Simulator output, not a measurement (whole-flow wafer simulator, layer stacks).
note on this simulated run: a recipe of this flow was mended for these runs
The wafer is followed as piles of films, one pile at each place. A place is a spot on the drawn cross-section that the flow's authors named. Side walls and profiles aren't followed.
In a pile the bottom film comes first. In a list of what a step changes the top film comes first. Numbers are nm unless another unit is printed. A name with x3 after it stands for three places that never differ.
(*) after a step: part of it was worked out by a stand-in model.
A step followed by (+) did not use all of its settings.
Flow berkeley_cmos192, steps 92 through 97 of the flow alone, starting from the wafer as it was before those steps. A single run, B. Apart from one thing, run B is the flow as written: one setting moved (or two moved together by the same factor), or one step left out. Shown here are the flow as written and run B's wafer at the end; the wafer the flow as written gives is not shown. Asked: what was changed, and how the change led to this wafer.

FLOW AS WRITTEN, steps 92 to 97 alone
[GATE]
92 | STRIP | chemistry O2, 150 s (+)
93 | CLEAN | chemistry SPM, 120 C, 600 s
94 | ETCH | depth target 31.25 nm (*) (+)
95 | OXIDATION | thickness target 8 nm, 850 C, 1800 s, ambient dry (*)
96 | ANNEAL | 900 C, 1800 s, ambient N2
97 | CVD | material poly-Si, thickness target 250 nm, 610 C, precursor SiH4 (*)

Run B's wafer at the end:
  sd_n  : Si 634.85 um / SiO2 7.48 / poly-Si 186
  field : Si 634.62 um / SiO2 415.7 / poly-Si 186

The reason: step 97, CVD: thickness target 186 nm was run, while the flow as written has thickness target 250 nm.
One can read it off the wafer: sd_n has poly-Si 186, and step 97 as written asks for 250 nm.

How this came from the change, step by step:
  97 | CVD | material poly-Si, thickness target 250 nm, 610 C, precursor SiH4 (*)
      field, sd_n, spacer_n, gate, sd_p, spacer_p x2, contact, m1: poly-Si gains 186 (new film) (it would be, as written: poly-Si gains 250 (new film))
